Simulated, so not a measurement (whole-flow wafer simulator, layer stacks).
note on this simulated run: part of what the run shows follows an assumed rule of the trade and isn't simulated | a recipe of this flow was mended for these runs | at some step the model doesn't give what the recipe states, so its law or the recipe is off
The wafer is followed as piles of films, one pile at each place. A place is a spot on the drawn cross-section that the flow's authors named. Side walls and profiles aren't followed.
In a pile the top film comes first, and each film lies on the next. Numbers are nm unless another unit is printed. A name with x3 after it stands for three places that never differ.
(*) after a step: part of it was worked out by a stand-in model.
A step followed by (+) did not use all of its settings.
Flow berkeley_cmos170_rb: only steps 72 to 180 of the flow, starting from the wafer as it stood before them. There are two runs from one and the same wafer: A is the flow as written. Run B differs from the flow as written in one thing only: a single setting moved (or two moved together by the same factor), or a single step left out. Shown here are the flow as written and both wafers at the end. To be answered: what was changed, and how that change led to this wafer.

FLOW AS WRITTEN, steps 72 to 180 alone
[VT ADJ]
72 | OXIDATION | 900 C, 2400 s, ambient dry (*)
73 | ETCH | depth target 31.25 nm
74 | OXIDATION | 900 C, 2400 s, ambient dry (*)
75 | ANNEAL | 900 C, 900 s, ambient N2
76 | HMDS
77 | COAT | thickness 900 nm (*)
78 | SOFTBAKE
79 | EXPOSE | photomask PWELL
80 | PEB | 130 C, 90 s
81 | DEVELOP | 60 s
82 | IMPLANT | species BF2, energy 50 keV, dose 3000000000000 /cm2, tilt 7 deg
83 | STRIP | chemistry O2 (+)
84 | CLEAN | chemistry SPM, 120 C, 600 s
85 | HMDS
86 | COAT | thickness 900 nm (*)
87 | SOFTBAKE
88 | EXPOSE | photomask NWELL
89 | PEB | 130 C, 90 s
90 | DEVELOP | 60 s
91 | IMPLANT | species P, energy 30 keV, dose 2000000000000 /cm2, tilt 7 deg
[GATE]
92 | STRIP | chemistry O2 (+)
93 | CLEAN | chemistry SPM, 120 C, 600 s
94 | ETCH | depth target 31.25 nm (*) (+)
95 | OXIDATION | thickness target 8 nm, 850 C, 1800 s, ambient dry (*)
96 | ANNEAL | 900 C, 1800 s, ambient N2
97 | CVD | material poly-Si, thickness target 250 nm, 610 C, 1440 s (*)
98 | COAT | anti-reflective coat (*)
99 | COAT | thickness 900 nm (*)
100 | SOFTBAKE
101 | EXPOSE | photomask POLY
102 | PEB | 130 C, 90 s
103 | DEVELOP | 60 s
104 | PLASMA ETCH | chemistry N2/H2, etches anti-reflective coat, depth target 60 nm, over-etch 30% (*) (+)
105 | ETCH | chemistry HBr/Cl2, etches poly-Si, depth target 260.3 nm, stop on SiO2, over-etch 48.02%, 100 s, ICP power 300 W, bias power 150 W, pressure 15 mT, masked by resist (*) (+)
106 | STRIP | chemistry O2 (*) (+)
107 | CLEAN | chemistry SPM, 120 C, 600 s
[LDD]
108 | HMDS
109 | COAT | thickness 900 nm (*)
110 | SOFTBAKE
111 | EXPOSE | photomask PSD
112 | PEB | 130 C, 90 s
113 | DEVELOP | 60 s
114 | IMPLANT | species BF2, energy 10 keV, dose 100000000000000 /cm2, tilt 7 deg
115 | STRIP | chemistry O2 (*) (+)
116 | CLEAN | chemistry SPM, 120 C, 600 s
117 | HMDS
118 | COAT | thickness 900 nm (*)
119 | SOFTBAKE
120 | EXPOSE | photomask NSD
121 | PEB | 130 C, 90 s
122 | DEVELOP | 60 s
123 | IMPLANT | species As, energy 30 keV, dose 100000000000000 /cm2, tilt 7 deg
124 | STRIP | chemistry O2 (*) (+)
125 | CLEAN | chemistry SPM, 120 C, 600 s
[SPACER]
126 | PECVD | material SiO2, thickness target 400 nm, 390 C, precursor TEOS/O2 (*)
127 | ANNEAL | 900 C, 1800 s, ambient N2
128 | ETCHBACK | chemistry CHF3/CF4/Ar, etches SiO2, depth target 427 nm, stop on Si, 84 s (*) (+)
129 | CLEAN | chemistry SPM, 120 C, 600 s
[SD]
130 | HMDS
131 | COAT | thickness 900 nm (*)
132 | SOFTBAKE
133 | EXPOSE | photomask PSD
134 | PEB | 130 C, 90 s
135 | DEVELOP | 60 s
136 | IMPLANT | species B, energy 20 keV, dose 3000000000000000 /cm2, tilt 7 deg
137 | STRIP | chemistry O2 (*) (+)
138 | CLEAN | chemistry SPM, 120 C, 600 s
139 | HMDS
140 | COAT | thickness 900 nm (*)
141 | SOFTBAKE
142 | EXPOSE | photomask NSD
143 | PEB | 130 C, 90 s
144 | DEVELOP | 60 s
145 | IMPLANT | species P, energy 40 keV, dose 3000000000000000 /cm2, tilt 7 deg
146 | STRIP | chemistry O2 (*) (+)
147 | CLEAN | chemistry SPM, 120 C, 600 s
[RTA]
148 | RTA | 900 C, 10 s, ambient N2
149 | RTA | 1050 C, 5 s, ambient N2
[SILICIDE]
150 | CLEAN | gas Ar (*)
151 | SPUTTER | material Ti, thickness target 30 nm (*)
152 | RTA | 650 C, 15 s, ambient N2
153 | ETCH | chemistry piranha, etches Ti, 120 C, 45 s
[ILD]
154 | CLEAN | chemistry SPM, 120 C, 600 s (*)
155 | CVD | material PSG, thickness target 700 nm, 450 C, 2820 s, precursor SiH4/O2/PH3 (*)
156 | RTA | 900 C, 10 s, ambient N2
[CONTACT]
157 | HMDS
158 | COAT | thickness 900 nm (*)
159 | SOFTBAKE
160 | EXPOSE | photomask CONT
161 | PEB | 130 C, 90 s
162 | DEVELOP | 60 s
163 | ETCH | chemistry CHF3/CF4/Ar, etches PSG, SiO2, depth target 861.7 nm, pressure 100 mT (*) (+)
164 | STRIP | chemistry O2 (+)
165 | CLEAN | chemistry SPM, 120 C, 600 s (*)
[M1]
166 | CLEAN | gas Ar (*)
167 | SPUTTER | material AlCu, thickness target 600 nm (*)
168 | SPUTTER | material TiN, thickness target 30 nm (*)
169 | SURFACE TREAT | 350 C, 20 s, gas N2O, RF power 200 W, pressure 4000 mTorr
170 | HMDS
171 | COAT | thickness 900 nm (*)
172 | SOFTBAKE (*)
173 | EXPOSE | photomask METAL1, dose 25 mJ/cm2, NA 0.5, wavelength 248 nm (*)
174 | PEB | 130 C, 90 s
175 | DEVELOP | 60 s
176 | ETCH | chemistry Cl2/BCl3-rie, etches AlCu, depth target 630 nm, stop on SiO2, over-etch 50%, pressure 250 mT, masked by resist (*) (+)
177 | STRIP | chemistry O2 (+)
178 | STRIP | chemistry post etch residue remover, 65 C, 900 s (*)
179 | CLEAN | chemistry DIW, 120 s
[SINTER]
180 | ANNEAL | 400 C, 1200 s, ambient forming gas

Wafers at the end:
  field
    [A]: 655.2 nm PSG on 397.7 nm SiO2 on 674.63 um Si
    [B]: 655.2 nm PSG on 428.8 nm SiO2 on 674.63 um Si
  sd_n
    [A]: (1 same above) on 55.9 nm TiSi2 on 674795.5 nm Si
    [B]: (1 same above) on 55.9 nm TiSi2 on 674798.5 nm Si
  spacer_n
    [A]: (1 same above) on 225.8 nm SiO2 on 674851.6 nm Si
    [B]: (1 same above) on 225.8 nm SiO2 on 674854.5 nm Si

Cause: step 73, ETCH: depth target 31.25 nm, was not run.

How this came from the change, step by step:
  74 | OXIDATION | 900 C, 2400 s, ambient dry (*)
      sd_n, spacer_n, gate, sd_p, spacer_p, gate_p, contact, m1: A SiO2 gains 15 (new film), Si loses 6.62 | B SiO2 gains 8.28, Si loses 3.64
  94 | ETCH | depth target 31.25 nm (*) (+)
      sd_n, spacer_n, gate, sd_p, spacer_p, gate_p, contact, m1: A SiO2 loses 15 (all of it) | B SiO2 loses 23.3 (all of it)
  98 | COAT | anti-reflective coat (*)
      spacer_n, spacer_p: A anti-reflective coat gains 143 (new film) | B anti-reflective coat gains 149.8 (new film)
      field: A anti-reflective coat gains 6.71 (new film) | B anti-reflective coat gains 7.25 (new film)
      (as well as at 6 more places)
  99 | COAT | thickness 900 nm (*)
      gate: A KrF-resist gains 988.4 (new film) | B KrF-resist gains 1011.3 (new film)
      gate_p: A KrF-resist gains 988.4 (new film) | B KrF-resist gains 1011.2 (new film)
  104 | PLASMA ETCH | chemistry N2/H2, etches anti-reflective coat, depth target 60 nm, over-etch 30% (*) (+)
      spacer_n, spacer_p: A anti-reflective coat loses 143 (all of it), poly-Si loses 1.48 | B anti-reflective coat loses 149.8 (all of it), poly-Si loses 2.01
      gate, gate_p: A KrF-resist loses 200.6 | B KrF-resist loses 228.1
      (as well as at 5 more places)
  106 | STRIP | chemistry O2 (*) (+)
      gate: A chemical SiO2 gains 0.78 (new film), KrF-resist loses 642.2 (all of it), anti-reflective coat loses 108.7 (all of it), poly-Si loses 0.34 | B chemical SiO2 gains 0.78 (new film), KrF-resist loses 637.5 (all of it), anti-reflective coat loses 111.7 (all of it), poly-Si loses 0.34
      gate_p: A chemical SiO2 gains 0.78 (new film), KrF-resist loses 642.1 (all of it), anti-reflective coat loses 108.6 (all of it), poly-Si loses 0.34 | B chemical SiO2 gains 0.78 (new film), KrF-resist loses 637.4 (all of it), anti-reflective coat loses 111.7 (all of it), poly-Si loses 0.34
  151 | SPUTTER | material Ti, thickness target 30 nm (*)
      sd_p: A Ti gains 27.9 (new film) | B Ti gains 27.2 (new film)
  152 | RTA | 650 C, 15 s, ambient N2
      sd_p: A Ti loses 21.8, TiSi first gains 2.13 (new film), TiSi2 C49 gains 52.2 (new film), Si loses 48 | B Ti loses 21.2, TiSi first gains 0.86 (new film), TiSi2 C49 gains 52.8 (new film), Si loses 47.7
  156 | RTA | 900 C, 10 s, ambient N2
      sd_p: A under 1 film: TiSi2 gains 52 (new film), TiSi first loses 2.02 (all of it), TiSi2 C49 loses 52.2 (all of it), Si loses 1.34 | B under 1 film: TiSi2 gains 50.7 (new film), TiSi first loses 0.75 (all of it), TiSi2 C49 loses 52.8 (all of it), Si loses 0.5
  164 | STRIP | chemistry O2 (+)
      sd_n: A KrF-resist loses 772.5 (all of it) | B KrF-resist loses 789.9 (all of it)
      spacer_n: A KrF-resist loses 598.3 (all of it) | B KrF-resist loses 610.7 (all of it)
      (as well as at 1 more place)
  167 | SPUTTER | material AlCu, thickness target 600 nm (*)
      sd_p: A AlCu gains 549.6 (new film) | B AlCu gains 532.7 (new film)
  168 | SPUTTER | material TiN, thickness target 30 nm (*)
      sd_p: A TiN gains 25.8 (new film) | B TiN gains 25 (new film)
  171 | COAT | thickness 900 nm (*)
      sd_p: A KrF-resist gains 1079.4 (new film) | B KrF-resist gains 1113.5 (new film)
  175 | DEVELOP | 60 s
      sd_p: A KrF-resist loses 1076.9 (all of it) | B KrF-resist loses 1110.9 (all of it)
  176 | ETCH | chemistry Cl2/BCl3-rie, etches AlCu, depth target 630 nm, stop on SiO2, over-etch 50%, pressure 250 mT, masked by resist (*) (+)
      sd_p: A TiN loses 25.8 (all of it), AlCu loses 549.6 (all of it), PSG loses 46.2 | B TiN loses 25 (all of it), AlCu loses 532.7 (all of it), PSG loses 48.4
  177 | STRIP | chemistry O2 (+)
      m1: A KrF-resist loses 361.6 (all of it) | B KrF-resist loses 375.3 (all of it)
